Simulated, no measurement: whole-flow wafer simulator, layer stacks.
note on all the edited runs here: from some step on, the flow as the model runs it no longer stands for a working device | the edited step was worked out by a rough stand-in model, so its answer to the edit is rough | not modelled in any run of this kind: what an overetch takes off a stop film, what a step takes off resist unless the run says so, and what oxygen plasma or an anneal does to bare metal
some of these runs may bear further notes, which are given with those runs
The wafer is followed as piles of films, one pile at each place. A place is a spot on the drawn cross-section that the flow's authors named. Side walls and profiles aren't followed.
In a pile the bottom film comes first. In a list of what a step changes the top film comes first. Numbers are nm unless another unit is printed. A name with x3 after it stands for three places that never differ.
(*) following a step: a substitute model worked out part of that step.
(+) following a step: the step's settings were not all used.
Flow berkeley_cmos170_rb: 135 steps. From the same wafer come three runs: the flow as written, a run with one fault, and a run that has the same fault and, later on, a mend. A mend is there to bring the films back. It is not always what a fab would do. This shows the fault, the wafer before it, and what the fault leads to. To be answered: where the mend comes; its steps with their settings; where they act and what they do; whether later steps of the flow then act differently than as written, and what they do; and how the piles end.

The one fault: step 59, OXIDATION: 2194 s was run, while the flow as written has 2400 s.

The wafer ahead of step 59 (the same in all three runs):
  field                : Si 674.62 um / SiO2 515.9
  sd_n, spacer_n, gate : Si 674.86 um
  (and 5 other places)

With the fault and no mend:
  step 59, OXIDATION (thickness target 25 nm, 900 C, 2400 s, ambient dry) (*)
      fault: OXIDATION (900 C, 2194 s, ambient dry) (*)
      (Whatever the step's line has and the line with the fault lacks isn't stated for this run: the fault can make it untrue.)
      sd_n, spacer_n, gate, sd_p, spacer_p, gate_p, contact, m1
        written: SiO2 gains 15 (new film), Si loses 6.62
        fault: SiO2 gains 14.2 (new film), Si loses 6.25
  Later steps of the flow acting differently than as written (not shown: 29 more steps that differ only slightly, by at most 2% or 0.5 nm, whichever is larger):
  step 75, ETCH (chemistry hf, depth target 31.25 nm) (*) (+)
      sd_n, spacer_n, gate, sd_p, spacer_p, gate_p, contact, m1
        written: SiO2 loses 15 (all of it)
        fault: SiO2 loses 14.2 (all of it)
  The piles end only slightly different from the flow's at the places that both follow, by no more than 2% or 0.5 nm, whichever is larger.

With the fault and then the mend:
  The mend follows step 59.
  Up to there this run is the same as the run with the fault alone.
  step 59a, OXIDATION (900 C, 206 s, ambient dry) (*) (the flow's step 59, run once more with other settings)
      sd_n, spacer_n, gate, sd_p, spacer_p, gate_p, contact, m1
        SiO2 gains 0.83, Si loses 0.37
      field
        SiO2 gains 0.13, Si loses 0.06
  None of the later steps of the flow acts differently than as written at any place that is followed.
  At every place that both follow, the piles at the end match the flow's.
